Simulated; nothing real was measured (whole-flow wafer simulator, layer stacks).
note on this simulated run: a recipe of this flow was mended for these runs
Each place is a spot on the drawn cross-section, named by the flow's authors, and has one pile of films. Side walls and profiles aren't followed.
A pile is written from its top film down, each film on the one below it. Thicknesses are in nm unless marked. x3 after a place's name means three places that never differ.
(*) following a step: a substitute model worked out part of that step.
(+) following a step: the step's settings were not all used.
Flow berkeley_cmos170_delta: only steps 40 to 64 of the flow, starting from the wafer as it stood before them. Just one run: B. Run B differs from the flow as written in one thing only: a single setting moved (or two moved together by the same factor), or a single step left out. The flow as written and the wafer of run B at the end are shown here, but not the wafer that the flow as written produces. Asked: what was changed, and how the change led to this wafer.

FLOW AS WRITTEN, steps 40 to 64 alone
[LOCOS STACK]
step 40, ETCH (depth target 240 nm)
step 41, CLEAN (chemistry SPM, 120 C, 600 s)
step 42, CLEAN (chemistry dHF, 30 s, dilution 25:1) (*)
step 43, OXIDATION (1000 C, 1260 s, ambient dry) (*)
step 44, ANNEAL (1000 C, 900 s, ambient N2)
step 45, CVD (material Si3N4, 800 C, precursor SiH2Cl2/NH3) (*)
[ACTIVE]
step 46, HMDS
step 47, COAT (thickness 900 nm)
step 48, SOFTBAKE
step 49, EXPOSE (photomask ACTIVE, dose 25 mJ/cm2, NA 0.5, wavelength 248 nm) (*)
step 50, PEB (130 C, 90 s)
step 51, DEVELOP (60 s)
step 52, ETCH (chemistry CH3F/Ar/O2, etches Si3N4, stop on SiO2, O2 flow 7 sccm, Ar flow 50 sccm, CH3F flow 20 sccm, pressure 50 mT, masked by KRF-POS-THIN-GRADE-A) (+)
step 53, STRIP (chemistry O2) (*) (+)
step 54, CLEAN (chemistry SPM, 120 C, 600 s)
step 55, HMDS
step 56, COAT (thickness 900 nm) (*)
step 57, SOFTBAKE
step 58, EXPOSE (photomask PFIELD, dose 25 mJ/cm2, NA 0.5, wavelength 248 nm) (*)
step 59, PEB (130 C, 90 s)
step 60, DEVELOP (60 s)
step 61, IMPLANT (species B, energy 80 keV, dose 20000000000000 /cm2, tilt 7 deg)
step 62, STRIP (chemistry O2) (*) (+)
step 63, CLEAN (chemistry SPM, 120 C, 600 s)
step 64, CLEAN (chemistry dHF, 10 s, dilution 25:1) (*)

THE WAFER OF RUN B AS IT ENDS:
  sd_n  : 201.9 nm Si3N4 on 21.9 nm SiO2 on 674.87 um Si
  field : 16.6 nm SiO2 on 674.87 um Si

What caused this: step 43, OXIDATION: 981 C was run, though the flow has 1000 C.

How this came from the change, step by step:
  step 43, OXIDATION (1000 C, 1260 s, ambient dry) (*)
      field, sd_n, spacer_n and 6 more: SiO2 gains 21.9 (new film), Si loses 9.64 (in the flow as written it would be: SiO2 gains 26.6 (new film), Si loses 11.7)
